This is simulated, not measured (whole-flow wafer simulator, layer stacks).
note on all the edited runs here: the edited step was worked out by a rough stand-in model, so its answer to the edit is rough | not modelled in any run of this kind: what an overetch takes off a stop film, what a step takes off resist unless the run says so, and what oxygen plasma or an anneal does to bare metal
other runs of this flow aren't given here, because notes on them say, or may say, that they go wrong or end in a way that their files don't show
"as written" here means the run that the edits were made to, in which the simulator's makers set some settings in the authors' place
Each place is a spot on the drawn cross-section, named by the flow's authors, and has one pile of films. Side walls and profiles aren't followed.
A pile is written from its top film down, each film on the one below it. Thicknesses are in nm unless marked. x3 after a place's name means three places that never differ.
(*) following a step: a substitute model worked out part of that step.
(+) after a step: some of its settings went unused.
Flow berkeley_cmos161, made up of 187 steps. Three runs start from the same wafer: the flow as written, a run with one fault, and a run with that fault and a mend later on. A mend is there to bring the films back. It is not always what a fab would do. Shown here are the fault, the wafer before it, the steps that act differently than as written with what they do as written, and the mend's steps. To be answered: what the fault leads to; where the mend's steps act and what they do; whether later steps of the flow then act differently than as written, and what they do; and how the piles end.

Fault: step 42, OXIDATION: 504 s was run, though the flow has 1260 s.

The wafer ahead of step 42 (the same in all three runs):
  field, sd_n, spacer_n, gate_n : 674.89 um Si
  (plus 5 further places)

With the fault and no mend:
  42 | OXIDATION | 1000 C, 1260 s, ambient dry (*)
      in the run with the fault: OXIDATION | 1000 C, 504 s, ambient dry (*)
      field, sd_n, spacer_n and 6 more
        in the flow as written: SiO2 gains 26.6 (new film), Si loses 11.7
        in the run with the fault: SiO2 gains 16.3 (new film), Si loses 7.16
  Steps further on in the flow that do not act as written (not shown: 46 more steps that differ only slightly, by at most 2% or 0.5 nm, whichever is larger):
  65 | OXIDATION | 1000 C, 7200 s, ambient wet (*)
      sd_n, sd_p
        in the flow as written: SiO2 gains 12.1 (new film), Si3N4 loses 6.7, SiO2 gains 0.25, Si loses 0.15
        in the run with the fault: SiO2 gains 12.1 (new film), Si3N4 loses 6.7
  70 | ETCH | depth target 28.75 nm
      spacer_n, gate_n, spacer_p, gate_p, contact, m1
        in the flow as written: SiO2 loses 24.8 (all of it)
        in the run with the fault: SiO2 loses 14.5 (all of it)
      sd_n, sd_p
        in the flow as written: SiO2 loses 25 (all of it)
        in the run with the fault: SiO2 loses 14.5 (all of it)
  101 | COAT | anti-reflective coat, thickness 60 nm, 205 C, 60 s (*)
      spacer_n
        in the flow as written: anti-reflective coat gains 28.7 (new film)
        in the run with the fault: anti-reflective coat gains 29.6 (new film)
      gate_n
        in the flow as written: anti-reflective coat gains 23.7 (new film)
        in the run with the fault: anti-reflective coat gains 25 (new film)
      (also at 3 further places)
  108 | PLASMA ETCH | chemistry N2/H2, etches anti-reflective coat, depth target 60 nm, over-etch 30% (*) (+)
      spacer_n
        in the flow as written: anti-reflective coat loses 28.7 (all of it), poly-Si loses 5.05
        in the run with the fault: anti-reflective coat loses 29.6 (all of it), poly-Si loses 4.92
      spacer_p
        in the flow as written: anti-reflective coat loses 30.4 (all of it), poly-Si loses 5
        in the run with the fault: anti-reflective coat loses 31.3 (all of it), poly-Si loses 4.88
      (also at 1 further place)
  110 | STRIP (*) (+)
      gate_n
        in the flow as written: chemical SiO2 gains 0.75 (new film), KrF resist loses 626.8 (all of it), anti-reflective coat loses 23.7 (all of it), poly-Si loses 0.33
        in the run with the fault: chemical SiO2 gains 0.75 (new film), KrF resist loses 623.2 (all of it), anti-reflective coat loses 25 (all of it), poly-Si loses 0.33
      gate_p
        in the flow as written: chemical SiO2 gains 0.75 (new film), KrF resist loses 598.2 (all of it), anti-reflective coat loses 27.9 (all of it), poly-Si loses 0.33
        in the run with the fault: chemical SiO2 gains 0.75 (new film), KrF resist loses 595.8 (all of it), anti-reflective coat loses 28.7 (all of it), poly-Si loses 0.33
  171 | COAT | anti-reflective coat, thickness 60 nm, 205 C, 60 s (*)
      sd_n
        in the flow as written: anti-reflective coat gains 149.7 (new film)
        in the run with the fault: anti-reflective coat gains 144.3 (new film)
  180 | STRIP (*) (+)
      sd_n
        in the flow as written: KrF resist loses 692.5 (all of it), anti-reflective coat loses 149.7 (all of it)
        in the run with the fault: KrF resist loses 693.4 (all of it), anti-reflective coat loses 144.3 (all of it)
  At the end the piles are close to the flow's at the places that both follow, differing by at most 2% or 0.5 nm, whichever is larger.

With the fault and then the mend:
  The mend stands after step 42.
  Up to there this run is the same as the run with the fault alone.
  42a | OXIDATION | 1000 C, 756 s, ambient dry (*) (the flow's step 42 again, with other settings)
      field, sd_n, spacer_n and 6 more
        SiO2 gains 10.3, Si loses 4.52
  Every later step of the flow that is run acts as written at every place that is followed.
  At every place that both follow, the piles at the end match the flow's.
